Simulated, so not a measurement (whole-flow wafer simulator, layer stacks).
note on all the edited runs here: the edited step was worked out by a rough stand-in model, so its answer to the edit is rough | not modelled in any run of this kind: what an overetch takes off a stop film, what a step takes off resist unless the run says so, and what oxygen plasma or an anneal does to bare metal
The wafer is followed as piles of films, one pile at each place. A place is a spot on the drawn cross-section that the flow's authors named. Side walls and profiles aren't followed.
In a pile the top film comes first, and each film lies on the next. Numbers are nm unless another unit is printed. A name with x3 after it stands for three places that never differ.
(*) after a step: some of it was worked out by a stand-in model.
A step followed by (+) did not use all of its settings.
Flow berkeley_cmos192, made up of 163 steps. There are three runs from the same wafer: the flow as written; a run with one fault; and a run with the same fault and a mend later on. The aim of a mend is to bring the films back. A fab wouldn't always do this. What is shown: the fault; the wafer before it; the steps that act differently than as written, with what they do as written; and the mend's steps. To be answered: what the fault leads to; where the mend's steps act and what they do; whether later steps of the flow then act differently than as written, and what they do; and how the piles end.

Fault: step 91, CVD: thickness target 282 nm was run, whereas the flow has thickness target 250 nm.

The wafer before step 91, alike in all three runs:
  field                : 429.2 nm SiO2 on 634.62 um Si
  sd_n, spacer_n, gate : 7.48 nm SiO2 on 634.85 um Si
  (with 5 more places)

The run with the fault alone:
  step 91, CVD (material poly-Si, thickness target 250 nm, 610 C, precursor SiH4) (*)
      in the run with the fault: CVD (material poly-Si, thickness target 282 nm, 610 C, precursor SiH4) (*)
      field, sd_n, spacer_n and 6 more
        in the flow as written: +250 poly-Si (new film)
        in the run with the fault: +282 poly-Si (new film)
  Steps later in the flow that act otherwise than as written (17 other steps are not shown; they differ only slightly, by no more than 2% or 0.5 nm, whichever is larger):
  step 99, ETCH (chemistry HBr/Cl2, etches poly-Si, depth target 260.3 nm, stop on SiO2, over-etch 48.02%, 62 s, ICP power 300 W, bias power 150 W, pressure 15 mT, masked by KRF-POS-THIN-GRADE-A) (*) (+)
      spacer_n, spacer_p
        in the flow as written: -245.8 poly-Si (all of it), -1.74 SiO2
        in the run with the fault: -277.7 poly-Si (all of it), -0.54 SiO2
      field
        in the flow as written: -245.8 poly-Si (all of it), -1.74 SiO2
        in the run with the fault: -277.8 poly-Si (all of it), -0.54 SiO2
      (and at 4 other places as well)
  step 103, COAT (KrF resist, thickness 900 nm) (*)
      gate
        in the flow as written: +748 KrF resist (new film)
        in the run with the fault: +721.4 KrF resist (new film)
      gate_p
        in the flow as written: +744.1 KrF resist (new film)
        in the run with the fault: +717.5 KrF resist (new film)
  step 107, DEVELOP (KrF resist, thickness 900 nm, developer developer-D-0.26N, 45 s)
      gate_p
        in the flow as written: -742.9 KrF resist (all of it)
        in the run with the fault: -716.4 KrF resist (all of it)
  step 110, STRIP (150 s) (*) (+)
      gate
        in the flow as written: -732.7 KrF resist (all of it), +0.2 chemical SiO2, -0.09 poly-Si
        in the run with the fault: -706.1 KrF resist (all of it), +0.2 chemical SiO2, -0.09 poly-Si
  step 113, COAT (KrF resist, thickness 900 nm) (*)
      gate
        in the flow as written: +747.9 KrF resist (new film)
        in the run with the fault: +721.4 KrF resist (new film)
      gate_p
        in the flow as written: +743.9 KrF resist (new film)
        in the run with the fault: +717.4 KrF resist (new film)
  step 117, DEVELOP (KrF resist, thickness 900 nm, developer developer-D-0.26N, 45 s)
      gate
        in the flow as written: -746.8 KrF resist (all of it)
        in the run with the fault: -720.3 KrF resist (all of it)
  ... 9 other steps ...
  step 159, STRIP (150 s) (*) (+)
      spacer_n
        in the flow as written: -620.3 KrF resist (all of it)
        in the run with the fault: -603 KrF resist (all of it)
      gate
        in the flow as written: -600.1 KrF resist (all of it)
        in the run with the fault: -584.8 KrF resist (all of it)
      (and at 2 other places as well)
  At spacer_n, gate, spacer_p, gate_p, the piles at the end differ from the flow's by more than 2% or 0.5 nm, whichever is larger.
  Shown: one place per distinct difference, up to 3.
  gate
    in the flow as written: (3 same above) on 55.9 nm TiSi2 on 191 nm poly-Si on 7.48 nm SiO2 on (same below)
    in the run with the fault: (3 same above) on 55.9 nm TiSi2 on 223 nm poly-Si on 7.48 nm SiO2 on (same below)
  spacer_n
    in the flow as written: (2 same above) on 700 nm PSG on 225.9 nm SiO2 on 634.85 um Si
    in the run with the fault: (2 same above) on 700 nm PSG on 257.9 nm SiO2 on 634.85 um Si
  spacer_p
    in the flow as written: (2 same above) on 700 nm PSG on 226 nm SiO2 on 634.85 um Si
    in the run with the fault: (2 same above) on 700 nm PSG on 258 nm SiO2 on 634.85 um Si

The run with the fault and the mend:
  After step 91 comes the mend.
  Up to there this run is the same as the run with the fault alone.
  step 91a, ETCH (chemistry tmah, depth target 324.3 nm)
      field, sd_n, spacer_n and 6 more
        -282 poly-Si (all of it)
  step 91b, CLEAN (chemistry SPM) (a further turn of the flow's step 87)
      does not change any film at any place that is followed
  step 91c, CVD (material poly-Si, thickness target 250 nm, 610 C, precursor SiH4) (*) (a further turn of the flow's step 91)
      field, sd_n, spacer_n and 6 more
        +250 poly-Si (new film)
  Every later step of the flow that is run acts as written at every place that is followed.
  By the end, the piles equal the flow's at every place that both follow.
